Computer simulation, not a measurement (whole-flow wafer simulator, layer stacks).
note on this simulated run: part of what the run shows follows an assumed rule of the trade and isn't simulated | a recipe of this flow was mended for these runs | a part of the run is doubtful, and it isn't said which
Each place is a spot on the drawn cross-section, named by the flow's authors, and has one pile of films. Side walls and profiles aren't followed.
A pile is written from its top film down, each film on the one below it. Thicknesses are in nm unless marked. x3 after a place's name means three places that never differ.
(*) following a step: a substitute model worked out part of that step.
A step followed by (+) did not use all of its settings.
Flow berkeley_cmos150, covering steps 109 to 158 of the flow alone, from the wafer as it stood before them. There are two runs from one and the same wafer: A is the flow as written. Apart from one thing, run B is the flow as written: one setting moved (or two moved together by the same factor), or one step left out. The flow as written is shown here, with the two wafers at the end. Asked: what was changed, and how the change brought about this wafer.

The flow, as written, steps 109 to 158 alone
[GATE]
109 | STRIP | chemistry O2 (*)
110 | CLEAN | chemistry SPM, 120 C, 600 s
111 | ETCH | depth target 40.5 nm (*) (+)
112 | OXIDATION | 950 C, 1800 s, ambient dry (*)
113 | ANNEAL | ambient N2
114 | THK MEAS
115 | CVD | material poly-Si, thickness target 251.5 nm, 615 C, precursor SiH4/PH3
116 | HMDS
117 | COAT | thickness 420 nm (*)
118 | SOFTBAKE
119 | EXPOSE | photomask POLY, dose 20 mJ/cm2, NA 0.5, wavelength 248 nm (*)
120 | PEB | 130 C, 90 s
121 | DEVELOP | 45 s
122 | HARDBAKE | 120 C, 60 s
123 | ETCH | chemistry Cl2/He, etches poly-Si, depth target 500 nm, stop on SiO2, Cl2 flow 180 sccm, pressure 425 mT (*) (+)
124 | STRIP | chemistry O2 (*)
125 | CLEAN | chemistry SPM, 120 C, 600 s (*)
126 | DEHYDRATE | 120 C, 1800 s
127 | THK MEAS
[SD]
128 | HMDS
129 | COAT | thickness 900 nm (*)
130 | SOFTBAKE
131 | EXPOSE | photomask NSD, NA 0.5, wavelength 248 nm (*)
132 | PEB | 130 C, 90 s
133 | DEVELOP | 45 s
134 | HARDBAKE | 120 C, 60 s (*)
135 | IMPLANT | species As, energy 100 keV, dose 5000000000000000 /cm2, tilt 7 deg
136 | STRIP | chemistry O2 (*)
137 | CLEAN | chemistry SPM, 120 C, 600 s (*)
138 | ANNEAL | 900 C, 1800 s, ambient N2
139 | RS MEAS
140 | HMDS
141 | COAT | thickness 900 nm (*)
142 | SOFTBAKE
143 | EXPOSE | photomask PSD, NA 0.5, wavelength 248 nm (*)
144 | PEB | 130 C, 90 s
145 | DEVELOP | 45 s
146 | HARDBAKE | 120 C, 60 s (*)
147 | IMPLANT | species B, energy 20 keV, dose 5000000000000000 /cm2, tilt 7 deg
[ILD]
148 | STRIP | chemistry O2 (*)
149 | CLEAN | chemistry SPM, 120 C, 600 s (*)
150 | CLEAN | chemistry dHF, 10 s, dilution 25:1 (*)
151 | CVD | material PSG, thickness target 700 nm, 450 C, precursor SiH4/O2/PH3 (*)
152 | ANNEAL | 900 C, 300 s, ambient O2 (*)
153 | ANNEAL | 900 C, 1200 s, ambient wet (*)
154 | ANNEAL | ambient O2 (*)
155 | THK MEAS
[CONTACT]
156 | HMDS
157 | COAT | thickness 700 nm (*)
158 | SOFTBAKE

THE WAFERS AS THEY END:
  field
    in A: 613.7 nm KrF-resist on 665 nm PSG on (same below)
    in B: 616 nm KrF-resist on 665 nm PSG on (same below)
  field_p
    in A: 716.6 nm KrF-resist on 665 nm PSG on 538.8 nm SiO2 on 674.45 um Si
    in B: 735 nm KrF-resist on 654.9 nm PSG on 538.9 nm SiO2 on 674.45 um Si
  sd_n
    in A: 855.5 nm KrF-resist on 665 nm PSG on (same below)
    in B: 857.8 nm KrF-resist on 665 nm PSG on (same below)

Cause: step 115, CVD: thickness target 342 nm was run, though the flow has thickness target 251.5 nm; step 123, ETCH: depth target 680 nm was run, where the flow has depth target 500 nm.

How this came from the change, step by step:
  115 | CVD | material poly-Si, thickness target 251.5 nm, 615 C, precursor SiH4/PH3
      field, field_p, sd_n, gate_n, sd_p, gate_p, contact, m1: A poly-Si gains 251.5 (new film) | B poly-Si gains 342 (new film)
  123 | ETCH | chemistry Cl2/He, etches poly-Si, depth target 500 nm, stop on SiO2, Cl2 flow 180 sccm, pressure 425 mT (*) (+)
      field, field_p, sd_n, sd_p, contact, m1: A poly-Si loses 251.5 (all of it), SiO2 loses 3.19 | B poly-Si loses 342 (all of it), SiO2 loses 3.19
      gate_n, gate_p: A KrF-resist loses 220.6 | B KrF-resist loses 285.2
  124 | STRIP | chemistry O2 (*)
      gate_n: A chemical SiO2 gains 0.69 (new film), KrF-resist loses 176.1 (all of it), poly-Si loses 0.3 | B chemical SiO2 gains 0.71 (new film), KrF-resist loses 111.5 (all of it), poly-Si loses 0.31
      gate_p: A chemical SiO2 gains 0.69 (new film), KrF-resist loses 213.2 (all of it), poly-Si loses 0.3 | B chemical SiO2 gains 0.71 (new film), KrF-resist loses 148.4 (all of it), poly-Si loses 0.31
  129 | COAT | thickness 900 nm (*)
      gate_n: A thick-KrF-resist gains 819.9 (new film) | B thick-KrF-resist gains 754.2 (new film)
      gate_p: A thick-KrF-resist gains 888.9 (new film) | B thick-KrF-resist gains 821.9 (new film)
  133 | DEVELOP | 45 s
      gate_n: A thick-KrF-resist loses 818.1 (all of it) | B thick-KrF-resist loses 752.5 (all of it)
  136 | STRIP | chemistry O2 (*)
      gate_p: A thick-KrF-resist loses 873.6 (all of it), chemical SiO2 gains 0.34, poly-Si loses 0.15 | B thick-KrF-resist loses 806.7 (all of it), chemical SiO2 gains 0.34, poly-Si loses 0.15
  141 | COAT | thickness 900 nm (*)
      gate_n: A thick-KrF-resist gains 819.7 (new film) | B thick-KrF-resist gains 752.9 (new film)
      gate_p: A thick-KrF-resist gains 888.8 (new film) | B thick-KrF-resist gains 821.2 (new film)
  145 | DEVELOP | 45 s
      gate_p: A thick-KrF-resist loses 886.7 (all of it) | B thick-KrF-resist loses 819.3 (all of it)
  148 | STRIP | chemistry O2 (*)
      gate_n: A thick-KrF-resist loses 804.5 (all of it), chemical SiO2 gains 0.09, poly-Si loses 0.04 | B thick-KrF-resist loses 737.9 (all of it), chemical SiO2 gains 0.09, poly-Si loses 0.04
  157 | COAT | thickness 700 nm (*)
      field_p: A KrF-resist gains 716.6 (new film) | B KrF-resist gains 735 (new film)
      gate_n: A KrF-resist gains 650.5 (new film) | B KrF-resist gains 611.4 (new film)
      (and at 2 other places as well)
